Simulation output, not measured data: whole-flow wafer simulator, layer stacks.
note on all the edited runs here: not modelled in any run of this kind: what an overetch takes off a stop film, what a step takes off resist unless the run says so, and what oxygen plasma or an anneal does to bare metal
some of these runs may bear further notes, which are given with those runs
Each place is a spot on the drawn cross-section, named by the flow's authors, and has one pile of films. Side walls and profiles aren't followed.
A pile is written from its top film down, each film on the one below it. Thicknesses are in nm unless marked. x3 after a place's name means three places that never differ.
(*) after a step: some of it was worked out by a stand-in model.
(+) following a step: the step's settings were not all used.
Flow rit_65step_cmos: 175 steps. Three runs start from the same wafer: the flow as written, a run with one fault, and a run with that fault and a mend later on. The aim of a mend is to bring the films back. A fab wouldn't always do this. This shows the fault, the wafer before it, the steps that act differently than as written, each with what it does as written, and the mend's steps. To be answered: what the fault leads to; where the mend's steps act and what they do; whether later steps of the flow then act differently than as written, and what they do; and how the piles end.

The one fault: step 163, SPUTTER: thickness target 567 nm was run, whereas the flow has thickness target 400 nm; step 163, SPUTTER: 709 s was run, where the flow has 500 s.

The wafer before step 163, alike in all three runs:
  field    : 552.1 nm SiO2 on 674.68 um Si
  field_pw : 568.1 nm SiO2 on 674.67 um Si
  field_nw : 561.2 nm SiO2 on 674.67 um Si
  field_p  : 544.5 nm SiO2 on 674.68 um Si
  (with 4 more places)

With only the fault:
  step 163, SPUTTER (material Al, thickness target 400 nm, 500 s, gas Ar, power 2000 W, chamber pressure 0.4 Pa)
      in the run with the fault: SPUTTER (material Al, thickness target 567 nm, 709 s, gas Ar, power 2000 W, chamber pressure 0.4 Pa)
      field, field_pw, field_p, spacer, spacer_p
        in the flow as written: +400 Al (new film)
        in the run with the fault: +567 Al (new film)
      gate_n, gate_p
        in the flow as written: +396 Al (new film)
        in the run with the fault: +534.6 Al (new film)
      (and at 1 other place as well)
  Steps later in the flow that act otherwise than as written:
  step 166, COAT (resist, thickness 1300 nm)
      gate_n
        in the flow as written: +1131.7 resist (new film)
        in the run with the fault: +1162.4 resist (new film)
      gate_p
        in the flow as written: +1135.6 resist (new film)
        in the run with the fault: +1165.7 resist (new film)
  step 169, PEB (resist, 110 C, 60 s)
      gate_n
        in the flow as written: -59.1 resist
        in the run with the fault: -60.8 resist
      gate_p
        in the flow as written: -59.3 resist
        in the run with the fault: -61 resist
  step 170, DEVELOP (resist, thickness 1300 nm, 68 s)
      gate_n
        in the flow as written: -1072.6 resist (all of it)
        in the run with the fault: -1101.6 resist (all of it)
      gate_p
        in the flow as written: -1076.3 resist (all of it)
        in the run with the fault: -1104.7 resist (all of it)
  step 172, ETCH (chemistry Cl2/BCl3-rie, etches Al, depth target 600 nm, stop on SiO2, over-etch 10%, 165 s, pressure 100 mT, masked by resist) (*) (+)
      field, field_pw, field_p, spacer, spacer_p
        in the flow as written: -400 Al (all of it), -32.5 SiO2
        in the run with the fault: -567 Al (all of it), -11.6 SiO2
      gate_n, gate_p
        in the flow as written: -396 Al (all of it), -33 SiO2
        in the run with the fault: -534.6 Al (all of it), -15.7 SiO2
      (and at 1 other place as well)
  At field, field_pw, field_nw, field_p, gate_n, gate_p, spacer, spacer_p, the piles at the end differ from the flow's by more than 2% or 0.5 nm, whichever is larger.
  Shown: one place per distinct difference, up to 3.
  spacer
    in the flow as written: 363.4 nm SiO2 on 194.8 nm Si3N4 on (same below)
    in the run with the fault: 384.3 nm SiO2 on 194.8 nm Si3N4 on (same below)
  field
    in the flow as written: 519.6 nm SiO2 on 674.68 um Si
    in the run with the fault: 540.5 nm SiO2 on 674.68 um Si
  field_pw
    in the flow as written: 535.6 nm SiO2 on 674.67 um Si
    in the run with the fault: 556.5 nm SiO2 on 674.67 um Si

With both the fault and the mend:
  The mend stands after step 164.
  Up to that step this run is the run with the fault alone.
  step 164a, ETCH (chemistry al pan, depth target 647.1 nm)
      field, field_pw, field_nw, field_p, spacer, spacer_p
        -567 Al (all of it)
      gate_n, gate_p
        -534.6 Al (all of it)
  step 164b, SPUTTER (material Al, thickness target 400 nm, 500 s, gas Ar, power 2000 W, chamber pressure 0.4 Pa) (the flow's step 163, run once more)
      field, field_pw, field_p, spacer, spacer_p
        +400 Al (new film)
      gate_n, gate_p
        +396 Al (new film)
      field_nw
        +397.2 Al (new film)
  Later steps of the flow that are run all act as written at every place that is followed.
  The piles end the same as the flow's at every place that both follow.
